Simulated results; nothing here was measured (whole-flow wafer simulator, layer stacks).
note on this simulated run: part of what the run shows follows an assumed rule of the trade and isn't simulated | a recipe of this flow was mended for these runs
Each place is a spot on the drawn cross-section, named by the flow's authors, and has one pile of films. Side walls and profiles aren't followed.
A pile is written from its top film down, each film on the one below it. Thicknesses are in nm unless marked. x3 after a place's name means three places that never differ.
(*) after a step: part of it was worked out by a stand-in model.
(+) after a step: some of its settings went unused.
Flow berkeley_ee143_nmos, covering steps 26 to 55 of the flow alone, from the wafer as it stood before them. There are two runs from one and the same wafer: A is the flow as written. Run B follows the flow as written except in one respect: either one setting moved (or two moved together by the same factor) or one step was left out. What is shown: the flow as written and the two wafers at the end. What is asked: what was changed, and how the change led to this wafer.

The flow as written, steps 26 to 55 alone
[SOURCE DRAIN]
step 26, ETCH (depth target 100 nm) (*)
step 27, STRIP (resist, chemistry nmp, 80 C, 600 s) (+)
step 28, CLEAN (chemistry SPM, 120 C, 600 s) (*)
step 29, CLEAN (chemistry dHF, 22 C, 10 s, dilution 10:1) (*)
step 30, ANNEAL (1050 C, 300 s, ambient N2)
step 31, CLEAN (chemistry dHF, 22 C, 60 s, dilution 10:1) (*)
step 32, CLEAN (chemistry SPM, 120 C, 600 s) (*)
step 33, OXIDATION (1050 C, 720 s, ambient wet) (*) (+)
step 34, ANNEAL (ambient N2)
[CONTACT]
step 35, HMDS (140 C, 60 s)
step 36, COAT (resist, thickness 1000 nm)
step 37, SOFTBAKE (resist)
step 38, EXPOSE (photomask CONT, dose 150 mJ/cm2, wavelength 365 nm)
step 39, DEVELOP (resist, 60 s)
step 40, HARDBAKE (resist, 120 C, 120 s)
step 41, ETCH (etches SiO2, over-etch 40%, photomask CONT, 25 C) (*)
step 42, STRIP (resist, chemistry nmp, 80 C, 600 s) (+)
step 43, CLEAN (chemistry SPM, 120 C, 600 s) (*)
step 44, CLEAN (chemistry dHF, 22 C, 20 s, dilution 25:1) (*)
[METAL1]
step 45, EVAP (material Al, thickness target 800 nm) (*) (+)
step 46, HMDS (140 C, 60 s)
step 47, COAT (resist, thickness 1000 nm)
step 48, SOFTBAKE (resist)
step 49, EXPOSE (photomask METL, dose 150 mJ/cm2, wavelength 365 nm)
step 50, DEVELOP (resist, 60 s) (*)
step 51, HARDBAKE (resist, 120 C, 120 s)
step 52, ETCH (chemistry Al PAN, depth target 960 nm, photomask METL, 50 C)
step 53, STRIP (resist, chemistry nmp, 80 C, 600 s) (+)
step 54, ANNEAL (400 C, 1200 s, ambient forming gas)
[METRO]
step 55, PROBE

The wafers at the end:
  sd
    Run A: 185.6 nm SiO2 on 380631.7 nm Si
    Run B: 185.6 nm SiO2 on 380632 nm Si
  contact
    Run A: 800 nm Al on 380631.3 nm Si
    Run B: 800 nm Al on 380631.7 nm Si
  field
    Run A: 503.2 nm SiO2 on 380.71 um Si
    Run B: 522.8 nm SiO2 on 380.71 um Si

What caused this: step 26, ETCH: depth target 78 nm was run, though the flow has depth target 100 nm.

The path from the change to this, step by step:
  step 26, ETCH (depth target 100 nm) (*)
      sd, contact: A SiO2 loses 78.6 (all of it) | B SiO2 loses 78
      field: A SiO2 loses 100 | B SiO2 loses 78
  step 28, CLEAN (chemistry SPM, 120 C, 600 s) (*)
      sd, contact: A chemical SiO2 gains 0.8 (new film), Si loses 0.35 | B nothing
  step 29, CLEAN (chemistry dHF, 22 C, 10 s, dilution 10:1) (*)
      sd, contact: A chemical SiO2 loses 0.8 (all of it) | B SiO2 loses 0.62 (all of it)
  step 33, OXIDATION (1050 C, 720 s, ambient wet) (*) (+)
      field: A SiO2 gains 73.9, Si loses 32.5 | B SiO2 gains 71.5, Si loses 31.5
